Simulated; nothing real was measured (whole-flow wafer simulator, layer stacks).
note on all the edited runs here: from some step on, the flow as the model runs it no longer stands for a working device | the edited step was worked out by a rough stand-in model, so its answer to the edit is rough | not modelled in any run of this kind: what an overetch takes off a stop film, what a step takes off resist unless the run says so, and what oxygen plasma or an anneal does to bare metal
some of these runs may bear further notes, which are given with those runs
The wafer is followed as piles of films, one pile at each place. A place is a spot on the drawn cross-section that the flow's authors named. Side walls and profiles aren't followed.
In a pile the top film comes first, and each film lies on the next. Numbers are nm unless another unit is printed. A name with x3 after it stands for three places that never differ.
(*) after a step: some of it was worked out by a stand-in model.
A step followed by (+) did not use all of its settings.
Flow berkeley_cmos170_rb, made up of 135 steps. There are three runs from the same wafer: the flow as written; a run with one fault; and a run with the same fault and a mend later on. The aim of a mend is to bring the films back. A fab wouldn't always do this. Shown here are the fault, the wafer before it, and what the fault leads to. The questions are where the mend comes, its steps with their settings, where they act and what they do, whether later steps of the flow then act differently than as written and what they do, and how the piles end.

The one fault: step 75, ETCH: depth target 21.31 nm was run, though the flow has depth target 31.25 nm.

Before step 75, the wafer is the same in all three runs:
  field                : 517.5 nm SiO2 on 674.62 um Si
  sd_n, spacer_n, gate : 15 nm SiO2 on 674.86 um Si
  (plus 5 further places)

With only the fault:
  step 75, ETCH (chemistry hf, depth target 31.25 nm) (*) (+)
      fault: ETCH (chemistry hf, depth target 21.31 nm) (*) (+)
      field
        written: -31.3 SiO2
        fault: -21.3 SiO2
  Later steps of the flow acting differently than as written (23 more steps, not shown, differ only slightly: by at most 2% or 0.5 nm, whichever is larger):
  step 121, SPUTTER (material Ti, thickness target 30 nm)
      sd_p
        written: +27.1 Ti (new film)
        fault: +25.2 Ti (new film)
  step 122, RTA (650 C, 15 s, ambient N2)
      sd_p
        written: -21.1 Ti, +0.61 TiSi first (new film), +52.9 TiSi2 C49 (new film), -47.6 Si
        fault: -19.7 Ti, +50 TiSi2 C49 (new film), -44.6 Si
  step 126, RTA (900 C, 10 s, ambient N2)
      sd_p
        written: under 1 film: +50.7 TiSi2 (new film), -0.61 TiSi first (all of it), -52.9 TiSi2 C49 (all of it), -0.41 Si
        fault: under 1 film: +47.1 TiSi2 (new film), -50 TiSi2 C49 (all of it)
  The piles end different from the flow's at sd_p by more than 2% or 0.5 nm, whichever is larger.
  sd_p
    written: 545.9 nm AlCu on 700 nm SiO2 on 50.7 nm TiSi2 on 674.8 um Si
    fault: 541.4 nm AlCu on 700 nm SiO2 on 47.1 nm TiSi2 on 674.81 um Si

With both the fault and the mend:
  The mend follows step 75.
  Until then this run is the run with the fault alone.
  step 75a, ETCH (chemistry hf, depth target 9.937 nm) (*) (+) (a further turn of the flow's step 75, with different settings)
      field
        -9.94 SiO2
  Every later step of the flow that is run acts as written, at every place that is followed, to within 2% or 0.5 nm, whichever is larger.
  The piles end the same as the flow's at every place that both follow.
